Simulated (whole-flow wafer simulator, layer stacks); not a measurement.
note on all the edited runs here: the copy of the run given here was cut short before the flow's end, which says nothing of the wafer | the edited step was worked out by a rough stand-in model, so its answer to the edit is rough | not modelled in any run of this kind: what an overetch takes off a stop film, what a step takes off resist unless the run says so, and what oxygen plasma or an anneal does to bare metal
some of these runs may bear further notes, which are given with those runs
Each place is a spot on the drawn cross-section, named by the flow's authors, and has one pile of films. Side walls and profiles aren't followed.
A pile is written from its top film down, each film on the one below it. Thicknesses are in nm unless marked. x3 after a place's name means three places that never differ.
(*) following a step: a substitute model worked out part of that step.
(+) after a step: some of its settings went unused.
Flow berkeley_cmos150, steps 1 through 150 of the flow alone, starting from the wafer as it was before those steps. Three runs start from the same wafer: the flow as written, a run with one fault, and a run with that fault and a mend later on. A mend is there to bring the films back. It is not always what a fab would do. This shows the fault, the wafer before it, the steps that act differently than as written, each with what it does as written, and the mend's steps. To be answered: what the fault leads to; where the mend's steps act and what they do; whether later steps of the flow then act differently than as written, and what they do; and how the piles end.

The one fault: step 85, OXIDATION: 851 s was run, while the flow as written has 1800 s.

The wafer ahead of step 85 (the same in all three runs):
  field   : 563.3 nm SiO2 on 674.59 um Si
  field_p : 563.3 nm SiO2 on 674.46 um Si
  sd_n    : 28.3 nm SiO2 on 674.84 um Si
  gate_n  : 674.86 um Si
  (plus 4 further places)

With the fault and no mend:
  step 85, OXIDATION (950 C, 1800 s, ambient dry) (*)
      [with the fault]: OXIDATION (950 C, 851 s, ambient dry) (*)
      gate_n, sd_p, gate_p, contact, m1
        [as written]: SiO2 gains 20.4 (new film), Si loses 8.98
        [with the fault]: SiO2 gains 12.9 (new film), Si loses 5.69
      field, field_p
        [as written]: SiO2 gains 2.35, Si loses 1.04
        [with the fault]: SiO2 gains 1.11, Si loses 0.49
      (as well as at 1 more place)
  Steps later in the flow that act otherwise than as written (22 more steps, not shown, differ only slightly: by at most 2% or 0.5 nm, whichever is larger):
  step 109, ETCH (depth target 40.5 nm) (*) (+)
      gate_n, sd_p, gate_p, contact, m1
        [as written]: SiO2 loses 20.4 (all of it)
        [with the fault]: SiO2 loses 12.9 (all of it)
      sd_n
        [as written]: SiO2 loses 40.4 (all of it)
        [with the fault]: SiO2 loses 34.7 (all of it)
  The piles end only slightly different from the flow's at the places that both follow, by no more than 2% or 0.5 nm, whichever is larger.

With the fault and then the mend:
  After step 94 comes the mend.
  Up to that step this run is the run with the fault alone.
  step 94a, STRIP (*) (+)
      field_p
        KrF resist loses 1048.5 (all of it)
      sd_p
        KrF resist loses 1275.3 (all of it)
      gate_p
        KrF resist loses 1249.8 (all of it)
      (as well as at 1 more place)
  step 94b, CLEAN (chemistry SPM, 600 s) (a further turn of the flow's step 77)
      leaves every film unchanged at each place that is followed
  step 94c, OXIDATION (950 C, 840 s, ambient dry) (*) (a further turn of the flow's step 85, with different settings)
      gate_n, sd_p, gate_p, contact, m1
        SiO2 gains 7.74, Si loses 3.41
      field, field_p
        SiO2 gains 1.1, Si loses 0.48
      sd_n
        SiO2 gains 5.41, Si loses 2.38
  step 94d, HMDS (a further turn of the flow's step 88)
      leaves every film unchanged at each place that is followed
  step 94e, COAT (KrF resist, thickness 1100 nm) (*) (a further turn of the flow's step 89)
      field
        KrF resist gains 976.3 (new film)
      field_p
        KrF resist gains 1087.8 (new film)
      sd_n
        KrF resist gains 1243.1 (new film)
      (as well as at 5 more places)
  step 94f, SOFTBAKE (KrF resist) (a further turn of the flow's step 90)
      leaves every film unchanged at each place that is followed
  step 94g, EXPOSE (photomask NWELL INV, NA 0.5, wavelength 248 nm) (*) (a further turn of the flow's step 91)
      leaves every film unchanged at each place that is followed
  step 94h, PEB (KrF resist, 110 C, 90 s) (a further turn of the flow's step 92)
      field
        KrF resist loses 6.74
      field_p
        KrF resist loses 7.53
      sd_n
        KrF resist loses 8.63
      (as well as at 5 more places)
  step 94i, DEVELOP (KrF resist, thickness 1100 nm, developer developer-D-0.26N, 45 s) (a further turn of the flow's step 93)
      field_p, sd_p, gate_p, m1
        KrF resist loses 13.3
      field
        KrF resist loses 969.5 (all of it)
      sd_n
        KrF resist loses 1234.5 (all of it)
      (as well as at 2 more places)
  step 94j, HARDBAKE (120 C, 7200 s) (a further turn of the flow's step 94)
      field_p
        KrF resist loses 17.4
      sd_p
        KrF resist loses 21.4
      gate_p
        KrF resist loses 20.9
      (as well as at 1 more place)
  None of the later steps of the flow differs from how it acts as written, at any place that is followed, by more than 2% or 0.5 nm, whichever is larger.
  The piles end only slightly different from the flow's at the places that both follow, by no more than 2% or 0.5 nm, whichever is larger.
